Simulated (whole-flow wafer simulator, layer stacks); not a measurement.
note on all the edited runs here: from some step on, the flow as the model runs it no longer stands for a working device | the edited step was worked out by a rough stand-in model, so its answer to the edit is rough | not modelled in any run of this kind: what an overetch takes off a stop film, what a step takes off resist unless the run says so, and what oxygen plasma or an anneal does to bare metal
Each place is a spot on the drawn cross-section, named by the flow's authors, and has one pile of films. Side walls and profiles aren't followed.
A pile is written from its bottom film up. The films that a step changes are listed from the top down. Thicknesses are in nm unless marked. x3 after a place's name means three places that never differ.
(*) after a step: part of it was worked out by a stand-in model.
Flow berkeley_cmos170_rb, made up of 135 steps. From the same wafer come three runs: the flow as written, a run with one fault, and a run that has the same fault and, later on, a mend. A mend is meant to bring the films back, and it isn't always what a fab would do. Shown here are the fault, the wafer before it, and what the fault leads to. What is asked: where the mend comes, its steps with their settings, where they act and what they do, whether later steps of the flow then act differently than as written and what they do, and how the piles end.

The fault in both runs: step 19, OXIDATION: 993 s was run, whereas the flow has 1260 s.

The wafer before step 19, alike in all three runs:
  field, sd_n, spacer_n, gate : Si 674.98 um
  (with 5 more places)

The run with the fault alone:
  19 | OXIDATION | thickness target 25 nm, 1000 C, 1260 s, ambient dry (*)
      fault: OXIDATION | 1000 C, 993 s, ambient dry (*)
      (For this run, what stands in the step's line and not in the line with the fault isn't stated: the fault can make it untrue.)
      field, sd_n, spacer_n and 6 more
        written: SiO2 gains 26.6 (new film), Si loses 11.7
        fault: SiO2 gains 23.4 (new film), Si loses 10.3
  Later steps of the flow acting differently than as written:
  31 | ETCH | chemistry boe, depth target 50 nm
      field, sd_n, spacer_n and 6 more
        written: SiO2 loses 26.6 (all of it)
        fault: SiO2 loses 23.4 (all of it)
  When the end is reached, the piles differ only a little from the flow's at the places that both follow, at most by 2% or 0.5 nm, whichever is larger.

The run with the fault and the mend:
  The mend follows step 20.
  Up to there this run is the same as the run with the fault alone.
  20a | OXIDATION | 1000 C, 211 s, ambient dry (*) (a further turn of the flow's step 19, with different settings)
      field, sd_n, spacer_n and 6 more
        SiO2 gains 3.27, Si loses 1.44
  Every later step of the flow that is run acts as written, at every place that is followed, to within 2% or 0.5 nm, whichever is larger.
  When the end is reached, the piles differ only a little from the flow's at the places that both follow, at most by 2% or 0.5 nm, whichever is larger.
